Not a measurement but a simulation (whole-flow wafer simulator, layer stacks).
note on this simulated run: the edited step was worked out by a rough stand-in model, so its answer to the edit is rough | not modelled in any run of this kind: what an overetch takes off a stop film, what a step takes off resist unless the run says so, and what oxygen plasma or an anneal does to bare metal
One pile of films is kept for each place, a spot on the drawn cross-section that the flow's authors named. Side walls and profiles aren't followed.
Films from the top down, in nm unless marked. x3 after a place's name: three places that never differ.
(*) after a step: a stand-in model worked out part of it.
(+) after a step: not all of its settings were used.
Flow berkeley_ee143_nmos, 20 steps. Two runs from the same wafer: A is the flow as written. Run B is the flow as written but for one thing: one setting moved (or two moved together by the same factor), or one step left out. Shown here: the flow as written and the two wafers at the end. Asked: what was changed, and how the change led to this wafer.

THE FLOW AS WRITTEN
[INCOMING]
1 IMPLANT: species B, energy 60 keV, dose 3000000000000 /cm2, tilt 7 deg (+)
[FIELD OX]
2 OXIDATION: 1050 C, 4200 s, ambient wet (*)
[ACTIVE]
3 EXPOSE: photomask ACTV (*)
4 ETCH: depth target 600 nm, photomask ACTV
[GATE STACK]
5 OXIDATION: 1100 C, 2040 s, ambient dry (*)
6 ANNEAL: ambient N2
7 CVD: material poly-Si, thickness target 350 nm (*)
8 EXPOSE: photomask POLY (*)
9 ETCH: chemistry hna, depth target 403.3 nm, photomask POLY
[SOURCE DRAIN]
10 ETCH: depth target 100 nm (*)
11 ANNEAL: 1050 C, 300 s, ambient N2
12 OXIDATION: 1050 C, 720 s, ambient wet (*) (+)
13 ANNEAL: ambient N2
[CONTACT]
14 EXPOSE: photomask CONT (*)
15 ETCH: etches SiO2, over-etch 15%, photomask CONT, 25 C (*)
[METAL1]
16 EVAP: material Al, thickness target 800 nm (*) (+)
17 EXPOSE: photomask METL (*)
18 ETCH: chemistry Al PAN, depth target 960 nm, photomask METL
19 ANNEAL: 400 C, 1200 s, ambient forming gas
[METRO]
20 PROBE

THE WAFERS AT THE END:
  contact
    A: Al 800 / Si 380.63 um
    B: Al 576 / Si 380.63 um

The cause: step 16, EVAP: thickness target 576 nm was run, where the flow has thickness target 800 nm.
It can be read off the wafer: contact has Al 576, and step 16 as written asks for 800 nm.

How the change led to this, step by step:
  16 EVAP: material Al, thickness target 800 nm (*) (+)
      gate, sd, contact, field: A Al +800 (new film) | B Al +576 (new film)
  18 ETCH: chemistry Al PAN, depth target 960 nm, photomask METL
      gate, sd, field: A Al -800 (all of it) | B Al -576 (all of it)
